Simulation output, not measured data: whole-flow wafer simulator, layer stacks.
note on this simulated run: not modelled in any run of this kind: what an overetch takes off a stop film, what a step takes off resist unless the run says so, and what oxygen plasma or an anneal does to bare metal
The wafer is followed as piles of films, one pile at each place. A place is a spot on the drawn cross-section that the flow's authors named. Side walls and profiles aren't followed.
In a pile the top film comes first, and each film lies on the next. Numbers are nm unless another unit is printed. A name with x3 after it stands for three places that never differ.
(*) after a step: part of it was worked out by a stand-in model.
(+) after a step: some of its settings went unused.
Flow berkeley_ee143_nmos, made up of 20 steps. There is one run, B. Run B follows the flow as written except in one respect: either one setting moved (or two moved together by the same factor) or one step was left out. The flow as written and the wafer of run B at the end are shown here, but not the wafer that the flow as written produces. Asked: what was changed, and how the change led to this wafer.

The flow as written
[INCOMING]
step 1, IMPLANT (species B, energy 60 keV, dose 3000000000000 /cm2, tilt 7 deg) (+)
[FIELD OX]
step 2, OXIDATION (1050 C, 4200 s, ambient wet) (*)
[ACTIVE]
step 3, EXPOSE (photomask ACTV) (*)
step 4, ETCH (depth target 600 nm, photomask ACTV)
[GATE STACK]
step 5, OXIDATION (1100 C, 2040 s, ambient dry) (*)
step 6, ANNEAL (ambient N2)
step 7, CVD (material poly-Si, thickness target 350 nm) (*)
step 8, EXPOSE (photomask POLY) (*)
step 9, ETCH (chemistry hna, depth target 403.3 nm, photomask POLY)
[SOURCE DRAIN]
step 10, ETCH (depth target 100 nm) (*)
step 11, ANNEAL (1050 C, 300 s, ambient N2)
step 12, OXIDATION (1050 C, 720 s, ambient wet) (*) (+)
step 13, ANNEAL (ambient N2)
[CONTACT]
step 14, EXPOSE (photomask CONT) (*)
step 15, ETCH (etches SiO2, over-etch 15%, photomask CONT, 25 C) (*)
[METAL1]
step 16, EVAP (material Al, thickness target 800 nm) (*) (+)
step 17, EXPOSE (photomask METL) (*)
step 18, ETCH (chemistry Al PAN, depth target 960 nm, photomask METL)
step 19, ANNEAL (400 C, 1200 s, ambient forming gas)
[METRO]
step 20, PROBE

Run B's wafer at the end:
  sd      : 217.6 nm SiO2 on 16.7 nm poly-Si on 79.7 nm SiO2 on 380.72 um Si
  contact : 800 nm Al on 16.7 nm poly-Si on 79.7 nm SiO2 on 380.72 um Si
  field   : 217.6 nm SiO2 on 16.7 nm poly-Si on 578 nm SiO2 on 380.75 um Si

What caused this: step 9, ETCH: depth target 237.6 nm was run, whereas the flow has depth target 403.3 nm.

How this came from the change, step by step:
  step 9, ETCH (chemistry hna, depth target 403.3 nm, photomask POLY)
      sd, contact, field: poly-Si loses 237.6 (as written it would have been: poly-Si loses 350 (all of it))
  step 10, ETCH (depth target 100 nm) (*)
      sd, contact: nothing (as written it would have been: SiO2 loses 79.7 (all of it))
      field: nothing (as written it would have been: SiO2 loses 100)
  step 12, OXIDATION (1050 C, 720 s, ambient wet) (*) (+)
      sd, contact: SiO2 gains 217.6 (new film), poly-Si loses 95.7 (as written it would have been: SiO2 gains 189.4 (new film), Si loses 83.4)
      field: SiO2 gains 217.6 (new film), poly-Si loses 95.7 (as written it would have been: SiO2 gains 69.1, Si loses 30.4)
  step 15, ETCH (etches SiO2, over-etch 15%, photomask CONT, 25 C) (*)
      contact: SiO2 loses 217.6 (all of it) (as written it would have been: SiO2 loses 189.4 (all of it))
